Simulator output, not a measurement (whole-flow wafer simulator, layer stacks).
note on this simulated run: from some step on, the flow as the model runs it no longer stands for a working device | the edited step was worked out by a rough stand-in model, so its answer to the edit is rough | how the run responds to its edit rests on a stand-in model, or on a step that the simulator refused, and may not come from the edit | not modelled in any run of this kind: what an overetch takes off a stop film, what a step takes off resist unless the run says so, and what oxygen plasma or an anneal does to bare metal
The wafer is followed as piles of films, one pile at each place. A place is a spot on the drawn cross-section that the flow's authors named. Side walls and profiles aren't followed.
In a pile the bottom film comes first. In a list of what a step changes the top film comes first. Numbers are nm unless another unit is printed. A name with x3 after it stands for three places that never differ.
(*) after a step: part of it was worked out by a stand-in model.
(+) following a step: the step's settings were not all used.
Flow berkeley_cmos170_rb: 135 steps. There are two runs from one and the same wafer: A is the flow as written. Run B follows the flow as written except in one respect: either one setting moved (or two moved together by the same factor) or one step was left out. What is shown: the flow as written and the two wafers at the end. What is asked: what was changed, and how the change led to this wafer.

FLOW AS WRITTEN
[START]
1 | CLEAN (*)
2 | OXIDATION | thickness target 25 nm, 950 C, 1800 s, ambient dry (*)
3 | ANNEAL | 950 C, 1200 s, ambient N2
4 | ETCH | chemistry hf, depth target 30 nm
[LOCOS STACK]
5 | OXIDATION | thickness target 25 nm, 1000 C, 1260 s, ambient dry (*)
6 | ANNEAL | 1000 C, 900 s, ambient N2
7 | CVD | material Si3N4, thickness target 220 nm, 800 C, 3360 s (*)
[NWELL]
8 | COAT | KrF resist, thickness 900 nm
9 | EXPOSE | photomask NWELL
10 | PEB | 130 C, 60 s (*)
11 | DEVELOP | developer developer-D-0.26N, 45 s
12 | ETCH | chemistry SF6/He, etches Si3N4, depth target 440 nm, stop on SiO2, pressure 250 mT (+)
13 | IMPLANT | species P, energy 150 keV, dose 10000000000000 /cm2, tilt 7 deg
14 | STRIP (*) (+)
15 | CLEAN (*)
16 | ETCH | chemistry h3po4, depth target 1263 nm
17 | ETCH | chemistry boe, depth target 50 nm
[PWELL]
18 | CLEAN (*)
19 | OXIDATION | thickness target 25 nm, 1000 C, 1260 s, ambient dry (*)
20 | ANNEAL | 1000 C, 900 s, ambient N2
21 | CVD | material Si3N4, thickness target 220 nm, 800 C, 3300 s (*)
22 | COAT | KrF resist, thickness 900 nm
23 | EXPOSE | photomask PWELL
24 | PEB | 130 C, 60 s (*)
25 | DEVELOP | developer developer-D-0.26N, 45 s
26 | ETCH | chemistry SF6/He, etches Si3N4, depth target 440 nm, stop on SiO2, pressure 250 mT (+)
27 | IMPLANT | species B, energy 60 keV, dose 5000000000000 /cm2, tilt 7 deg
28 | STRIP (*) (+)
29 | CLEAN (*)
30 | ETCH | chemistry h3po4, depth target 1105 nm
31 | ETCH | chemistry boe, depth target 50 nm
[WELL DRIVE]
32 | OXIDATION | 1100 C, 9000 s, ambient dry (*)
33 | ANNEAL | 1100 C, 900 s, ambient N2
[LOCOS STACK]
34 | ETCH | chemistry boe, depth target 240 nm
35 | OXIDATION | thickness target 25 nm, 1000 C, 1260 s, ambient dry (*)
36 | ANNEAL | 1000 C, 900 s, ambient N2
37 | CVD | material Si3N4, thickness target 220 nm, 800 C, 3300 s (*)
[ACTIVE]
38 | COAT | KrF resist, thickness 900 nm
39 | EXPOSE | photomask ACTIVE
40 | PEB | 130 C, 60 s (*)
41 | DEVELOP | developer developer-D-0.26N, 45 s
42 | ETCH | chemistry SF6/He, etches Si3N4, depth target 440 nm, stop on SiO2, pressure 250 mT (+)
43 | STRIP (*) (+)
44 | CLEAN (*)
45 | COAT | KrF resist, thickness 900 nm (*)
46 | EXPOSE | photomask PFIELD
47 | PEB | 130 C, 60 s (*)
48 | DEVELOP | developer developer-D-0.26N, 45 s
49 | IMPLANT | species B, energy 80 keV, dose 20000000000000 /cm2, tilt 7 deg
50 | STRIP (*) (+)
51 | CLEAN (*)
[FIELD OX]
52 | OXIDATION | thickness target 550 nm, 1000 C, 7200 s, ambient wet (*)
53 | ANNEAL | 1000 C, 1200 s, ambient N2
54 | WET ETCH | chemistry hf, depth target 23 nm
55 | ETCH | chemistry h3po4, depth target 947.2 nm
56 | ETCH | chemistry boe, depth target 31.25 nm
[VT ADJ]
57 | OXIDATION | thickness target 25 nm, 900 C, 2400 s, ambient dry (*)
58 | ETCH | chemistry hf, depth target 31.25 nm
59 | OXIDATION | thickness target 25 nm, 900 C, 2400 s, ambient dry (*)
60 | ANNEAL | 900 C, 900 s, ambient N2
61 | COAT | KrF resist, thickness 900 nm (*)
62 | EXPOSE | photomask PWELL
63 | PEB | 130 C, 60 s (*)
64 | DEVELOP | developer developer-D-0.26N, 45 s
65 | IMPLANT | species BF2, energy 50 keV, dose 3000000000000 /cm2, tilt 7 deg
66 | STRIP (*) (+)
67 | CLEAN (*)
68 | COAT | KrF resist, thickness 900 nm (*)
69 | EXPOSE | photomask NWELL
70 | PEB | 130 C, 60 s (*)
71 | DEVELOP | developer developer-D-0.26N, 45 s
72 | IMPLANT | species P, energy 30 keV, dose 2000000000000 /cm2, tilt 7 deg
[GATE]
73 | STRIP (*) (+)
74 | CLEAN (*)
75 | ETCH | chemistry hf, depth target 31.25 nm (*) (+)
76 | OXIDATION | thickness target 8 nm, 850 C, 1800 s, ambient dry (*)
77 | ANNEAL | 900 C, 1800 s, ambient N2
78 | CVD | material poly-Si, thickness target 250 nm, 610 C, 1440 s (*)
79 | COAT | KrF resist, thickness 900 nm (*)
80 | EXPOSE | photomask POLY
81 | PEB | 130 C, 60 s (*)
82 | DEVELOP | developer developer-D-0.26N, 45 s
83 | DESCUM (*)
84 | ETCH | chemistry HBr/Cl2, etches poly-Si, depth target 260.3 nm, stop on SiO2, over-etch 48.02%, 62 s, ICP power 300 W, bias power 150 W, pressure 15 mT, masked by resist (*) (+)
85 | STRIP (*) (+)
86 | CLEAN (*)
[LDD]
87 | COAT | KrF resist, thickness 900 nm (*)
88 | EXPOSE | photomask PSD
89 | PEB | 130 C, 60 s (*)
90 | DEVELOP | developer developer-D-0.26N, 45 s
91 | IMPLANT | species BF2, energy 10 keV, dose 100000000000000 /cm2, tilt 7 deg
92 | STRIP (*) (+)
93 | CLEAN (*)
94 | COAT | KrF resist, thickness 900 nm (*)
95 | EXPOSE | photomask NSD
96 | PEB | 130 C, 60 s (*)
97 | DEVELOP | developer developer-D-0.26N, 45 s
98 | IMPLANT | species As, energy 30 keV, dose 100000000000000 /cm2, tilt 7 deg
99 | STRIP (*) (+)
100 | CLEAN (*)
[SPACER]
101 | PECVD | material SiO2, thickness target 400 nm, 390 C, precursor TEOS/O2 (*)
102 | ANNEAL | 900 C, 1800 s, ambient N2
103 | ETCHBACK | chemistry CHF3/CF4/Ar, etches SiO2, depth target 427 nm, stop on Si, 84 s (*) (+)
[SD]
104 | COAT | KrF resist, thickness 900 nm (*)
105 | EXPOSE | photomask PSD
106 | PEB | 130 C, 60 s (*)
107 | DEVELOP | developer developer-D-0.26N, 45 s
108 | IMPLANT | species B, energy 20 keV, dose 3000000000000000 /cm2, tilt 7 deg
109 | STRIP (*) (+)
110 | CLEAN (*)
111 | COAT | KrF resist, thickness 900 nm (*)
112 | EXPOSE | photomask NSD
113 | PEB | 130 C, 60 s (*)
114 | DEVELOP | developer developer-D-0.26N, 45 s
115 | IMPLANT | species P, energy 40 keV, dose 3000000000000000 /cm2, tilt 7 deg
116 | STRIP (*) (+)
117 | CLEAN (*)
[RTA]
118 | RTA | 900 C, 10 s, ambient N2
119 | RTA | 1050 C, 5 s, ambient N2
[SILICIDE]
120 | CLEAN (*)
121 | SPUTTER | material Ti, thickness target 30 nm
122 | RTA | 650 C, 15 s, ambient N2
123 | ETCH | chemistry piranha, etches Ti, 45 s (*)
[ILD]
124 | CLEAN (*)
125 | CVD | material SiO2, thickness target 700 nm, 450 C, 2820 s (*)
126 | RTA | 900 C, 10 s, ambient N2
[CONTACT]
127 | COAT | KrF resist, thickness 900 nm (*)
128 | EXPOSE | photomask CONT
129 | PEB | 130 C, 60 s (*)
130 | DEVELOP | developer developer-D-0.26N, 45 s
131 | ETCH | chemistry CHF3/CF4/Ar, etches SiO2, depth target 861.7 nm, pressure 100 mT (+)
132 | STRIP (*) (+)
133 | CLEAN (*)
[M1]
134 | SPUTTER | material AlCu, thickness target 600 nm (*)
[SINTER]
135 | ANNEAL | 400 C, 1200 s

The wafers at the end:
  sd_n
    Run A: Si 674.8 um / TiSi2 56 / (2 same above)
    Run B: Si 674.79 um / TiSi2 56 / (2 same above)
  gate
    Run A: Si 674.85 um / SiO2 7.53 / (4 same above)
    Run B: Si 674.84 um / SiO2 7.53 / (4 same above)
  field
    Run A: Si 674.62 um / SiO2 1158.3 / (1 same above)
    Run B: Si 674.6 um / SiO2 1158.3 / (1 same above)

Cause: step 5, OXIDATION: 1100 C was run, while the flow as written has 1000 C.

How this came from the change, step by step:
  5 | OXIDATION | thickness target 25 nm, 1000 C, 1260 s, ambient dry (*)
      field, sd_n, spacer_n and 6 more: A SiO2 gains 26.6 (new film), Si loses 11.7 | B SiO2 gains 59.7 (new film), Si loses 26.3
  17 | ETCH | chemistry boe, depth target 50 nm
      field, sd_n, spacer_n and 6 more: A SiO2 loses 26.6 (all of it) | B SiO2 loses 50
  19 | OXIDATION | thickness target 25 nm, 1000 C, 1260 s, ambient dry (*)
      field, sd_n, spacer_n and 6 more: A SiO2 gains 26.6 (new film), Si loses 11.7 | B SiO2 gains 20.3, Si loses 8.95
  31 | ETCH | chemistry boe, depth target 50 nm
      field, sd_n, spacer_n and 6 more: A SiO2 loses 26.6 (all of it) | B SiO2 loses 30 (all of it)
